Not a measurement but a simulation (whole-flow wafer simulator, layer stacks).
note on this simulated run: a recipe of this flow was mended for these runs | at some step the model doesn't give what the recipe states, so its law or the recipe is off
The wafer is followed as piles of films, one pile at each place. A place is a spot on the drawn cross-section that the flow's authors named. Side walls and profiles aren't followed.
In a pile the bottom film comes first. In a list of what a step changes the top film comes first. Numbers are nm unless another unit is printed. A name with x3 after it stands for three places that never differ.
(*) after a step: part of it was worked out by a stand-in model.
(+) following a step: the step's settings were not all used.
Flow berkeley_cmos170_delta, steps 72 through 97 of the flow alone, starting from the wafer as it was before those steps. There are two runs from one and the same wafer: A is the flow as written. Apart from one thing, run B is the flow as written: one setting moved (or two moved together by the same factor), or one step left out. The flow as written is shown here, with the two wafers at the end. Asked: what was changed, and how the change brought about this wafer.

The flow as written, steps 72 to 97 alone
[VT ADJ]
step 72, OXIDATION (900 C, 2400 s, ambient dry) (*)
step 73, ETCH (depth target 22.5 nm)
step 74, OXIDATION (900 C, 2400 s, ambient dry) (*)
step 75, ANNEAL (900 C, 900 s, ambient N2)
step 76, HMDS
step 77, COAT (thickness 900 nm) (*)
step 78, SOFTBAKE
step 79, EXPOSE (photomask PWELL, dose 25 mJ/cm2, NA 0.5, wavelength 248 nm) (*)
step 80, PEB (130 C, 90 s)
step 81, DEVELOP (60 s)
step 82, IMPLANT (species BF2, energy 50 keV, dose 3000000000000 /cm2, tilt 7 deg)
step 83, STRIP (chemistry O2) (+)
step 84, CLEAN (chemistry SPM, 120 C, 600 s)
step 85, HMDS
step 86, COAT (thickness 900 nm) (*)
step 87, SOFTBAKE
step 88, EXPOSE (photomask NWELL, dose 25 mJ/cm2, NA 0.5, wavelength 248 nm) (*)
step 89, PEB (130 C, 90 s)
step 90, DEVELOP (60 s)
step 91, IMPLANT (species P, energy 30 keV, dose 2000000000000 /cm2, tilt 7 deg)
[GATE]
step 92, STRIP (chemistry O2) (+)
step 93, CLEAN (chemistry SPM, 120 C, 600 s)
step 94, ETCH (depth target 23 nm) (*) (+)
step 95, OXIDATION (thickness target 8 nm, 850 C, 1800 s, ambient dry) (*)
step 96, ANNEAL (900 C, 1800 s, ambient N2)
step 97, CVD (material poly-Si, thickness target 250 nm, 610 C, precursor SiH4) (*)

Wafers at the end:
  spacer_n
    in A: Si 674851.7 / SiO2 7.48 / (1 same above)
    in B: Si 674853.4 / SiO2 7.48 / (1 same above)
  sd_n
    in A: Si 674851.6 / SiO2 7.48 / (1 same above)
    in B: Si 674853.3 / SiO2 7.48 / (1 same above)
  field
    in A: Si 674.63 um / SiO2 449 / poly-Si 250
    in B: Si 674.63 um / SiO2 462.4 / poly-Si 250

What caused this: step 73, ETCH: depth target 9 nm was run, while the flow as written has depth target 22.5 nm.

How this came from the change, step by step:
  step 73, ETCH (depth target 22.5 nm)
      sd_n, spacer_n, gate, sd_p, spacer_p, gate_p, contact, m1: A -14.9 SiO2 (all of it) | B -9 SiO2
      field: A -22.5 SiO2 | B -9 SiO2
  step 74, OXIDATION (900 C, 2400 s, ambient dry) (*)
      sd_n, spacer_n, gate, sd_p, spacer_p, gate_p, contact, m1: A +14.9 SiO2 (new film), -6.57 Si | B +11 SiO2, -4.83 Si
  step 94, ETCH (depth target 23 nm) (*) (+)
      sd_n, spacer_n, gate, sd_p, spacer_p, gate_p, contact, m1: A -14.9 SiO2 (all of it) | B -16.9 SiO2 (all of it)
